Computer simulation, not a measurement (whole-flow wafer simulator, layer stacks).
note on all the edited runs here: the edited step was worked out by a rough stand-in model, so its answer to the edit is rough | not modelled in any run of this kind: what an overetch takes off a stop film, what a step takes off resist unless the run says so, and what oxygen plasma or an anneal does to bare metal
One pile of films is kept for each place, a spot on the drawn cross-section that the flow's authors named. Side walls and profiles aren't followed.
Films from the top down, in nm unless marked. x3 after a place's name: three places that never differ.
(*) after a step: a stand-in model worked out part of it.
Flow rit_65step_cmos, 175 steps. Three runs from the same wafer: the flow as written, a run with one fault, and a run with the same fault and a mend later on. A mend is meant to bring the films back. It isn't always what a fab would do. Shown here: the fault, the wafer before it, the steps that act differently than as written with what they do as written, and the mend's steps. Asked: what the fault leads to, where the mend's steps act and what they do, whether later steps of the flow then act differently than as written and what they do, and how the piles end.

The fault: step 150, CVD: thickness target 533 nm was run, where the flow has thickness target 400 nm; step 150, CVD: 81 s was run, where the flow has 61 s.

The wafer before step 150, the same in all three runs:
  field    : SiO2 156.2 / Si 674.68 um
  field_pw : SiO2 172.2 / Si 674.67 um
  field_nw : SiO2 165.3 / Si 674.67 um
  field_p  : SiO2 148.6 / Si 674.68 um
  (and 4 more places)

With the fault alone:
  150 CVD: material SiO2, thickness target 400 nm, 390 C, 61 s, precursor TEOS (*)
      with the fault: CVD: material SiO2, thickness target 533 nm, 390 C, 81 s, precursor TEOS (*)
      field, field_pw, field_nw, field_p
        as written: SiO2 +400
        with the fault: SiO2 +533
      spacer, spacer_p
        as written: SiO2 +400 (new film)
        with the fault: SiO2 +533 (new film)
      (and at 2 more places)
  No later step of the flow acts differently than as written, at any place that is followed, by more than 2% or 0.5 nm, whichever is larger.
  At the end the piles differ from the flow's by more than 2% or 0.5 nm, whichever is larger, at field, field_pw, field_nw, field_p, gate_n, gate_p, spacer, spacer_p.
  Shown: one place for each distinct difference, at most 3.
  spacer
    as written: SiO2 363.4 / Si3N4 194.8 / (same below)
    with the fault: SiO2 496.4 / Si3N4 194.8 / (same below)
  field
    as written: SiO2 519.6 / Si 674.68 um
    with the fault: SiO2 652.6 / Si 674.68 um
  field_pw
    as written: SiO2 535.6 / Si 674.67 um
    with the fault: SiO2 668.6 / Si 674.67 um

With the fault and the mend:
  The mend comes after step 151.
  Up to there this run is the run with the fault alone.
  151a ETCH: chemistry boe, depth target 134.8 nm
      field, field_pw, field_nw, field_p, gate_n, gate_p, spacer, spacer_p
        SiO2 -134.8
  No later step of the flow acts differently than as written, at any place that is followed, by more than 2% or 0.5 nm, whichever is larger.
  At the end the piles differ from the flow's only slightly at the places that both follow, by at most 2% or 0.5 nm, whichever is larger.
